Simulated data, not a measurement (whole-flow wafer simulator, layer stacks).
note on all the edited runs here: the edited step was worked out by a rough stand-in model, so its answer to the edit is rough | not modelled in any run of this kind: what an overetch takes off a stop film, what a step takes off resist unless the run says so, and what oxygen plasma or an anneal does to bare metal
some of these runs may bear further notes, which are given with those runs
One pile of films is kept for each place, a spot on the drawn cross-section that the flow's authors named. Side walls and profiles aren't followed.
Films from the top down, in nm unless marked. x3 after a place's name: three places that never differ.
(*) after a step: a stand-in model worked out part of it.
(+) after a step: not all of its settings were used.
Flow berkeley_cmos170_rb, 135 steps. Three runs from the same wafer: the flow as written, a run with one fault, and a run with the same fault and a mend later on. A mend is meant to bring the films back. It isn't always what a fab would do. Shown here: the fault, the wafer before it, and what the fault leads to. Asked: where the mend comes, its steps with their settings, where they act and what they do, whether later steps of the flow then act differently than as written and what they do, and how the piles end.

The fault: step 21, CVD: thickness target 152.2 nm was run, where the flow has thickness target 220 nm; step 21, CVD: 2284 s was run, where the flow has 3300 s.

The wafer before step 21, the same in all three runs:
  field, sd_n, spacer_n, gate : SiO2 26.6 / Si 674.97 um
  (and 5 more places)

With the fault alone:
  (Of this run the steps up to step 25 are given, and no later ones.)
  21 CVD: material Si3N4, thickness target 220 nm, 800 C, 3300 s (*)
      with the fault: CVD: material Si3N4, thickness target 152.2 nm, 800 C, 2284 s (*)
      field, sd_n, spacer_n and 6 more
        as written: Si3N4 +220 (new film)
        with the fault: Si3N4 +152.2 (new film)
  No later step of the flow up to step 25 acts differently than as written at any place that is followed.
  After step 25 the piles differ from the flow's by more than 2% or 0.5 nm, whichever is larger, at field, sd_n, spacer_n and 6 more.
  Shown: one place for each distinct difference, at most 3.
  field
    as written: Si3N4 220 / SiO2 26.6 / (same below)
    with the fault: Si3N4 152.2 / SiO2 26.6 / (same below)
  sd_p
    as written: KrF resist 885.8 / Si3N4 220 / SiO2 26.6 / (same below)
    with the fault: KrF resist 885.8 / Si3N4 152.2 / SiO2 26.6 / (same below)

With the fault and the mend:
  The mend comes after step 25.
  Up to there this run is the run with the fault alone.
  25a STRIP (*) (+)
      sd_p, spacer_p, gate_p, m1
        KrF resist -885.8 (all of it)
  25b CLEAN (*) (the flow's step 18 once more)
      changes no film at any place that is followed
  25c CVD: material Si3N4, thickness target 67.76 nm, 800 C, 1016 s (*) (the flow's step 21 once more, with other settings)
      field, sd_n, spacer_n and 6 more
        Si3N4 +67.8
  25d COAT: KrF resist, thickness 900 nm (the flow's step 22 once more)
      field, sd_n, spacer_n and 6 more
        KrF resist +900 (new film)
  25e EXPOSE: photomask PWELL (the flow's step 23 once more)
      changes no film at any place that is followed
  25f PEB: 130 C, 60 s (*) (the flow's step 24 once more)
      changes no film at any place that is followed
  25g DEVELOP: developer developer-D-0.26N, 45 s (the flow's step 25 once more)
      field, sd_n, spacer_n, gate, contact
        KrF resist -900 (all of it)
      sd_p, spacer_p, gate_p, m1
        KrF resist -14.2
  No later step of the flow acts differently than as written, at any place that is followed, by more than 2% or 0.5 nm, whichever is larger.
  At the end the piles are the same as the flow's at every place that both follow.
